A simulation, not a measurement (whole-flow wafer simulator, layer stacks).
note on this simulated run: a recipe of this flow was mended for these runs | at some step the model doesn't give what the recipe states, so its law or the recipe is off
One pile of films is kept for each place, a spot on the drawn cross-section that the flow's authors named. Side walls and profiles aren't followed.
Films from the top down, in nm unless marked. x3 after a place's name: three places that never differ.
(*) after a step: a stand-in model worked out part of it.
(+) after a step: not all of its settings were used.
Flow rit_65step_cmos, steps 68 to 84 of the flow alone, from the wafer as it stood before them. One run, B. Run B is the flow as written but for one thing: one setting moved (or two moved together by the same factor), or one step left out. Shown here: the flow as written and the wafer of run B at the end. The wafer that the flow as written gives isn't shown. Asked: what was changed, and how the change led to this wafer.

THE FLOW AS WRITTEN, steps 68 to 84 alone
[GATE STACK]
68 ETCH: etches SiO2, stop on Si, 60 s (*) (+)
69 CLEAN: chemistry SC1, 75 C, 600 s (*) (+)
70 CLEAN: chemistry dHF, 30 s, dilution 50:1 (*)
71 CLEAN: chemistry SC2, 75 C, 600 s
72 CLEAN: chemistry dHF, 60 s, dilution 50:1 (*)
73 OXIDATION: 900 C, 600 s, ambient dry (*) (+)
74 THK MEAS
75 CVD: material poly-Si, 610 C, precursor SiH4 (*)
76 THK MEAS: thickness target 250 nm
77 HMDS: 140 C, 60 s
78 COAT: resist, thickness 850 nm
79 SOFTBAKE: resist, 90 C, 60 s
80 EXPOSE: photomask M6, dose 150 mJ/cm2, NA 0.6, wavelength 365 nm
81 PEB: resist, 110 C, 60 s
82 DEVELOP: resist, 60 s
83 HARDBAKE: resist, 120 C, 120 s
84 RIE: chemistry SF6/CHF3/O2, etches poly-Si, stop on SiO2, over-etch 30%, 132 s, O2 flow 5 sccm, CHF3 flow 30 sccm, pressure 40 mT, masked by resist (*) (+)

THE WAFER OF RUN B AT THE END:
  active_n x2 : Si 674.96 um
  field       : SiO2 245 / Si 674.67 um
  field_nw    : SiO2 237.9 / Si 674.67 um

The cause: step 75, CVD: 601 C was run, where the flow has 610 C.

How the change led to this, step by step:
  75 CVD: material poly-Si, 610 C, precursor SiH4 (*)
      field, field_pw, field_nw and 11 more: poly-Si +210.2 (new film) (as written it would be: poly-Si +250 (new film))
  84 RIE: chemistry SF6/CHF3/O2, etches poly-Si, stop on SiO2, over-etch 30%, 132 s, O2 flow 5 sccm, CHF3 flow 30 sccm, pressure 40 mT, masked by resist (*) (+)
      active_n x2, spacer, spacer_p, sd_n, sd_p, contact, m1: poly-Si -210.2 (all of it), SiO2 -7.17 (all of it) (as written it would be: poly-Si -250 (all of it), SiO2 -2.76)
      field, field_pw, field_nw, field_p: poly-Si -210.2 (all of it), SiO2 -9.62 (as written it would be: poly-Si -250 (all of it), SiO2 -2.76)
